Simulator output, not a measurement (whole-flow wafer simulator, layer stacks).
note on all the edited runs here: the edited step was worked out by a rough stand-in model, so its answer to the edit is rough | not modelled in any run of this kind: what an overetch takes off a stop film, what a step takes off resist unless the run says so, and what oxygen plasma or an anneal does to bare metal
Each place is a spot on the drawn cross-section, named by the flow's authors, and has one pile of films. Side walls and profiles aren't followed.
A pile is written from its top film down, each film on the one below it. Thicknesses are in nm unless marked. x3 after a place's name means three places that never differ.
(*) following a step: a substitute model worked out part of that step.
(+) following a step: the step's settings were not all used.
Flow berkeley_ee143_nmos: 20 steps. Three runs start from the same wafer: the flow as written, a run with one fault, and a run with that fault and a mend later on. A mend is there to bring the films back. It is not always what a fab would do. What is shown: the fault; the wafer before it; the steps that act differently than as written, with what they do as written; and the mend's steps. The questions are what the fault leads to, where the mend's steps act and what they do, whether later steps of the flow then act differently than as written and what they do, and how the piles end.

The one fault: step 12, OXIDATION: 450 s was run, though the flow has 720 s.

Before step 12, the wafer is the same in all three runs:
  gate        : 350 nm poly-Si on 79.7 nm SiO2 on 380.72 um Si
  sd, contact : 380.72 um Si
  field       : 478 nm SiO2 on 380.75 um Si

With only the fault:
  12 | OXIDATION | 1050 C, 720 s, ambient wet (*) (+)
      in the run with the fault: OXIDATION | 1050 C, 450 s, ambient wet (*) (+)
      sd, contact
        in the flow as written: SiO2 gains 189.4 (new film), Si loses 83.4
        in the run with the fault: SiO2 gains 134.1 (new film), Si loses 59
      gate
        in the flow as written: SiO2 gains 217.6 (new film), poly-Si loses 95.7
        in the run with the fault: SiO2 gains 158.6 (new film), poly-Si loses 69.8
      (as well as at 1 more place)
  Steps later in the flow that act otherwise than as written:
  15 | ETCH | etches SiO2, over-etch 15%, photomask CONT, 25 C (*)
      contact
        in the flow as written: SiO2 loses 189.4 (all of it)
        in the run with the fault: SiO2 loses 134.1 (all of it)
  The piles end different from the flow's at gate, sd, field by more than 2% or 0.5 nm, whichever is larger.
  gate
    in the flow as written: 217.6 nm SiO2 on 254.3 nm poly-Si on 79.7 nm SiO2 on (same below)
    in the run with the fault: 158.6 nm SiO2 on 280.2 nm poly-Si on 79.7 nm SiO2 on (same below)
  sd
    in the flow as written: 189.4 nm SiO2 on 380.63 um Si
    in the run with the fault: 134.1 nm SiO2 on 380.66 um Si
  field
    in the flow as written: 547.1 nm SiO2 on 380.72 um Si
    in the run with the fault: 522 nm SiO2 on 380.73 um Si

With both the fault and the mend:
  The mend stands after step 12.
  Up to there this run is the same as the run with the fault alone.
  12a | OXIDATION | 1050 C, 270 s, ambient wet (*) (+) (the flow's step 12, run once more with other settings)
      sd, contact
        SiO2 gains 55.3, Si loses 24.3
      gate
        SiO2 gains 59, poly-Si loses 26
      field
        SiO2 gains 25.1, Si loses 11
  Later steps of the flow that are run all act as written at every place that is followed.
  By the end, the piles equal the flow's at every place that both follow.
